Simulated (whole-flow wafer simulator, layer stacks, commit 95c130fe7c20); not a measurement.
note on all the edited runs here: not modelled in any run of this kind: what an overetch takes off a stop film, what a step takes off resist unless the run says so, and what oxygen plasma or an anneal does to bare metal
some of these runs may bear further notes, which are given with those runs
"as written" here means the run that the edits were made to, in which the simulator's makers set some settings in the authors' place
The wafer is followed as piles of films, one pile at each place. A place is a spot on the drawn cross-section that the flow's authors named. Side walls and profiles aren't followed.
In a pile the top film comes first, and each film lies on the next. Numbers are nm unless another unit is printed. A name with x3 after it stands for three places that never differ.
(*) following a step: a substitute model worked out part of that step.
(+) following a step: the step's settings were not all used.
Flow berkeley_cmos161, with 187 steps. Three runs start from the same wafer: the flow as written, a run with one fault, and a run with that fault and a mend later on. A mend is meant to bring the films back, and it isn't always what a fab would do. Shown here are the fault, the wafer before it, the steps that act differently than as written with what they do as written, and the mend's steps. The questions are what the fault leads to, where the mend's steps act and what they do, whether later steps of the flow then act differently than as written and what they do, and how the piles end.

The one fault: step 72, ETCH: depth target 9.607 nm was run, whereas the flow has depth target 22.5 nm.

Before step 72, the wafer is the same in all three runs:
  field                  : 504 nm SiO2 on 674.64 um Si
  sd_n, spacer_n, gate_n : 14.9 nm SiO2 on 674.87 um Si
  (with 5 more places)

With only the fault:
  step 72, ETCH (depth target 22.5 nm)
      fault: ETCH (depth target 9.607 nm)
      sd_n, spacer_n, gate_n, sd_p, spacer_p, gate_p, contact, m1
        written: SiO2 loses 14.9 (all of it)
        fault: SiO2 loses 9.61
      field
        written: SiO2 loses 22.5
        fault: SiO2 loses 9.61
  Later steps of the flow acting differently than as written (45 other steps are not shown; they differ only slightly, by no more than 2% or 0.5 nm, whichever is larger):
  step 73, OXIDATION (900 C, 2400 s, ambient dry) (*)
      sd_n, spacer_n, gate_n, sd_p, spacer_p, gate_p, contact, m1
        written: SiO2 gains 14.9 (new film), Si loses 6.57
        fault: SiO2 gains 11.2, Si loses 4.94
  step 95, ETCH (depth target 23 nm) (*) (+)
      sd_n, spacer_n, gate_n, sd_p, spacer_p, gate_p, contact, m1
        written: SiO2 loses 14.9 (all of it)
        fault: SiO2 loses 16.6 (all of it)
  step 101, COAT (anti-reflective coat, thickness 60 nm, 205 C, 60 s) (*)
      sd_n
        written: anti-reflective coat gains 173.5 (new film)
        fault: anti-reflective coat gains 182.4 (new film)
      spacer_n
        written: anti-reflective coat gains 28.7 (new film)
        fault: anti-reflective coat gains 26.6 (new film)
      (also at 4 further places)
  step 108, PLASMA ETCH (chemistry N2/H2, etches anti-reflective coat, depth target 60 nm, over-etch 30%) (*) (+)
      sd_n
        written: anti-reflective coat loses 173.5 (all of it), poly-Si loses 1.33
        fault: anti-reflective coat loses 182.4 (all of it), poly-Si loses 1.4
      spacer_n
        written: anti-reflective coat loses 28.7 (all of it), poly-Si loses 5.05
        fault: anti-reflective coat loses 26.6 (all of it), poly-Si loses 5.4
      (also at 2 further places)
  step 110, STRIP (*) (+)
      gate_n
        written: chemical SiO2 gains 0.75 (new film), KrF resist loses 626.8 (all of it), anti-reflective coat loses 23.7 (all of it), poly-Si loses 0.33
        fault: chemical SiO2 gains 0.75 (new film), KrF resist loses 634.2 (all of it), anti-reflective coat loses 21.7 (all of it), poly-Si loses 0.33
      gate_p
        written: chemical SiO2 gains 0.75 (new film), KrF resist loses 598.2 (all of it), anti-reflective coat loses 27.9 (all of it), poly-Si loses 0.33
        fault: chemical SiO2 gains 0.75 (new film), KrF resist loses 602.6 (all of it), anti-reflective coat loses 26.8 (all of it), poly-Si loses 0.33
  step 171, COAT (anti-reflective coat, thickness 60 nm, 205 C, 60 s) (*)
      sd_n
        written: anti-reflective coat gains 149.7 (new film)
        fault: anti-reflective coat gains 159.1 (new film)
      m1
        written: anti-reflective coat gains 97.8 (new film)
        fault: anti-reflective coat gains 100.5 (new film)
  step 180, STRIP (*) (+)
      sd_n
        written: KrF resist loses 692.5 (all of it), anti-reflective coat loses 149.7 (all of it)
        fault: KrF resist loses 690.5 (all of it), anti-reflective coat loses 159.1 (all of it)
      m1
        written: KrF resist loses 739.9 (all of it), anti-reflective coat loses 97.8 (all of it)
        fault: KrF resist loses 744 (all of it), anti-reflective coat loses 100.5 (all of it)
  The piles end different from the flow's at field by more than 2% or 0.5 nm, whichever is larger.
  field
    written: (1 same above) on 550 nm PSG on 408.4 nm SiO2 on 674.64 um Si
    fault: (1 same above) on 550 nm PSG on 421.2 nm SiO2 on 674.64 um Si

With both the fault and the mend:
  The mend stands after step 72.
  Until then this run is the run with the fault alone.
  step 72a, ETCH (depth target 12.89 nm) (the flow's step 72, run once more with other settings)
      sd_n, spacer_n, gate_n, sd_p, spacer_p, gate_p, contact, m1
        SiO2 loses 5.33 (all of it)
      field
        SiO2 loses 12.9
  Every later step of the flow that is run acts as written, at every place that is followed, to within 2% or 0.5 nm, whichever is larger.
  At every place that both follow, the piles at the end match the flow's.
